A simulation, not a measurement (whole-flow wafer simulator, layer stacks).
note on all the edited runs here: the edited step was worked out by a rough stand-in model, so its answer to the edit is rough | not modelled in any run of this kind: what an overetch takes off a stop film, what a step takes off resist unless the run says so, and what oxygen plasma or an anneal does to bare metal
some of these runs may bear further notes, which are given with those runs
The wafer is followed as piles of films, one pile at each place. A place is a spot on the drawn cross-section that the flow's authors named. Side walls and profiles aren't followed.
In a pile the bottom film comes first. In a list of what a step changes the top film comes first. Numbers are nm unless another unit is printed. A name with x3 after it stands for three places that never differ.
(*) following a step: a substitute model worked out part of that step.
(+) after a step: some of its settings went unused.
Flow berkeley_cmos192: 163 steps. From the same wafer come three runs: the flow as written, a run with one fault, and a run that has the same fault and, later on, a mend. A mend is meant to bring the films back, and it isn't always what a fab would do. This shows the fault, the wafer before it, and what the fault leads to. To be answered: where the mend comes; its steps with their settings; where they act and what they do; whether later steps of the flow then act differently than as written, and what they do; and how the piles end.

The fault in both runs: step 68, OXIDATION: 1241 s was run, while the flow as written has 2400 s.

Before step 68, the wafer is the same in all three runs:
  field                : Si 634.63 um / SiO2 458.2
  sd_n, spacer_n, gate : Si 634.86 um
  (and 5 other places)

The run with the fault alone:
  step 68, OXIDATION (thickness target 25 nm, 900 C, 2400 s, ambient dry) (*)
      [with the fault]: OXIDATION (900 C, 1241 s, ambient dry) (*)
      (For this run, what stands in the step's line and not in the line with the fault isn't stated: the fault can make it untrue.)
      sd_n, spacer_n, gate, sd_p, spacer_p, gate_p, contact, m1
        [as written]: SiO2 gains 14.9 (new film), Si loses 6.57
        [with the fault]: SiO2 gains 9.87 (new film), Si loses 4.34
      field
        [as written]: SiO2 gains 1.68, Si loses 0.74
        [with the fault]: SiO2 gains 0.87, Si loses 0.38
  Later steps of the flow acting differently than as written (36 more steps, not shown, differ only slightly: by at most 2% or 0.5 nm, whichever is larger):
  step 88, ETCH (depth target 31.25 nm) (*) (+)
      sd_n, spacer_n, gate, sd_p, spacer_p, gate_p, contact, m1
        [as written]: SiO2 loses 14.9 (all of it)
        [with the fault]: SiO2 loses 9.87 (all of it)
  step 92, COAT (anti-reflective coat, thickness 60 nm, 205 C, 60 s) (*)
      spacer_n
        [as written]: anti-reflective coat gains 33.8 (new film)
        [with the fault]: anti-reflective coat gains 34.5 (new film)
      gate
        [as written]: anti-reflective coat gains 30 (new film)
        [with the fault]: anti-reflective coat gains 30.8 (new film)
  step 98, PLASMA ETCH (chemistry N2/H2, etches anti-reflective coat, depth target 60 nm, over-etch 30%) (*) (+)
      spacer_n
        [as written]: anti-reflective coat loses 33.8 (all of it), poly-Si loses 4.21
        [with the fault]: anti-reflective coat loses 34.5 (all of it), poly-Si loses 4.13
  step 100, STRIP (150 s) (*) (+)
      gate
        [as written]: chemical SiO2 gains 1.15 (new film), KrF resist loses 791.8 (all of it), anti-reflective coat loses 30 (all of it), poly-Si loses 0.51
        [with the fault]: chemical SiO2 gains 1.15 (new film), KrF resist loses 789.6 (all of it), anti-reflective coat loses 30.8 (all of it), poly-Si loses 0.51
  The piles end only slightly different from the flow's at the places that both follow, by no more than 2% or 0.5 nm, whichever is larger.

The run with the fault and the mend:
  After step 69 comes the mend.
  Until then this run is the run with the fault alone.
  step 69a, OXIDATION (900 C, 1118 s, ambient dry) (*) (a further turn of the flow's step 68, with different settings)
      sd_n, spacer_n, gate, sd_p, spacer_p, gate_p, contact, m1
        SiO2 gains 5.1, Si loses 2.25
      field
        SiO2 gains 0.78, Si loses 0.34
  Later steps of the flow that are run all act as written at every place that is followed, up to a difference of at most 2% or 0.5 nm, whichever is larger.
  At every place that both follow, the piles at the end match the flow's.
